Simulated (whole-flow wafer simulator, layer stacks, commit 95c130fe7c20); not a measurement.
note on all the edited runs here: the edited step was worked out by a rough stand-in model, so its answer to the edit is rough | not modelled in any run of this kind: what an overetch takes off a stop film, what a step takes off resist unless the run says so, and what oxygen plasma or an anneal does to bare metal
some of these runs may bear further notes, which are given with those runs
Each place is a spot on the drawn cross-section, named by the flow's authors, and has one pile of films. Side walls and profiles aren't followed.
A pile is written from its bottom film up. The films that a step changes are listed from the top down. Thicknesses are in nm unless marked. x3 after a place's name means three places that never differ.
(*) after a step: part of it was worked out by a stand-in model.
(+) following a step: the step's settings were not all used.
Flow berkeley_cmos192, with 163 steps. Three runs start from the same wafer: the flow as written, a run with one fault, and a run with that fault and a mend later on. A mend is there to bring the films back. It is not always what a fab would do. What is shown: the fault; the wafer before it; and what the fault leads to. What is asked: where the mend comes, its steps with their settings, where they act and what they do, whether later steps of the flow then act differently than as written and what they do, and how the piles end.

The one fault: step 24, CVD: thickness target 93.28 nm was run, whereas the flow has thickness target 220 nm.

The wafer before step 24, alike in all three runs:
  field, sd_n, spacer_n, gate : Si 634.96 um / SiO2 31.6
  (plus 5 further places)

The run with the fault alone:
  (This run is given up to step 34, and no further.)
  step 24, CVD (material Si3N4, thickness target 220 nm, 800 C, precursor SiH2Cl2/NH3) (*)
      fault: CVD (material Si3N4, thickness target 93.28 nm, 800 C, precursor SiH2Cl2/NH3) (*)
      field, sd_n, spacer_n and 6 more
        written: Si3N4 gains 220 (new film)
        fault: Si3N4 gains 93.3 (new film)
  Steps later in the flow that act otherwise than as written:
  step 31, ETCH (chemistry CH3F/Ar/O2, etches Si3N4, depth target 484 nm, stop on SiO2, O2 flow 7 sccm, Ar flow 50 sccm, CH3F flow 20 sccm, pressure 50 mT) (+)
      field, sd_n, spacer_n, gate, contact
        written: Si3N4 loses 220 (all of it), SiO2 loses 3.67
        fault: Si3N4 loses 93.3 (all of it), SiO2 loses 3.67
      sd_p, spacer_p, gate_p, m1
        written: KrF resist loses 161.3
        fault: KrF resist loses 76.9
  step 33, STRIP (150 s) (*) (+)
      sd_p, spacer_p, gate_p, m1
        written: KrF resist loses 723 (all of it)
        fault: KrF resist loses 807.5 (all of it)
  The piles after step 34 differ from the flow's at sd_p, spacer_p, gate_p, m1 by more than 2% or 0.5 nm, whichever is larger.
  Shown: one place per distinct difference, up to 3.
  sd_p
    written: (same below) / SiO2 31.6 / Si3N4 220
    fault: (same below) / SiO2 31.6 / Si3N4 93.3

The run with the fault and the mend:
  The mend stands after step 30.
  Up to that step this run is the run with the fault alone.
  step 30a, STRIP (150 s) (*) (+)
      sd_p, spacer_p, gate_p, m1
        KrF resist loses 884.4 (all of it)
  step 30b, CLEAN (chemistry SPM) (a further turn of the flow's step 17)
      alters no film at any place that is followed
  step 30c, CVD (material Si3N4, thickness target 126.7 nm, 800 C, precursor SiH2Cl2/NH3) (*) (a further turn of the flow's step 24, with different settings)
      field, sd_n, spacer_n and 6 more
        Si3N4 gains 126.7
  step 30d, HMDS (a further turn of the flow's step 25)
      alters no film at any place that is followed
  step 30e, COAT (KrF resist, thickness 900 nm) (a further turn of the flow's step 26)
      field, sd_n, spacer_n and 6 more
        KrF resist gains 900 (new film)
  step 30f, SOFTBAKE (KrF resist) (a further turn of the flow's step 27)
      alters no film at any place that is followed
  step 30g, EXPOSE (photomask PWELL, dose 20 mJ/cm2, NA 0.5, wavelength 248 nm) (*) (a further turn of the flow's step 28)
      alters no film at any place that is followed
  step 30h, PEB (KrF resist, 130 C, 60 s) (a further turn of the flow's step 29)
      field, sd_n, spacer_n and 6 more
        KrF resist loses 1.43
  step 30i, DEVELOP (KrF resist, thickness 900 nm, developer developer-D-0.26N, 45 s) (a further turn of the flow's step 30)
      field, sd_n, spacer_n, gate, contact
        KrF resist loses 898.6 (all of it)
      sd_p, spacer_p, gate_p, m1
        KrF resist loses 14.2
  None of the later steps of the flow acts differently than as written at any place that is followed.
  By the end, the piles equal the flow's at every place that both follow.
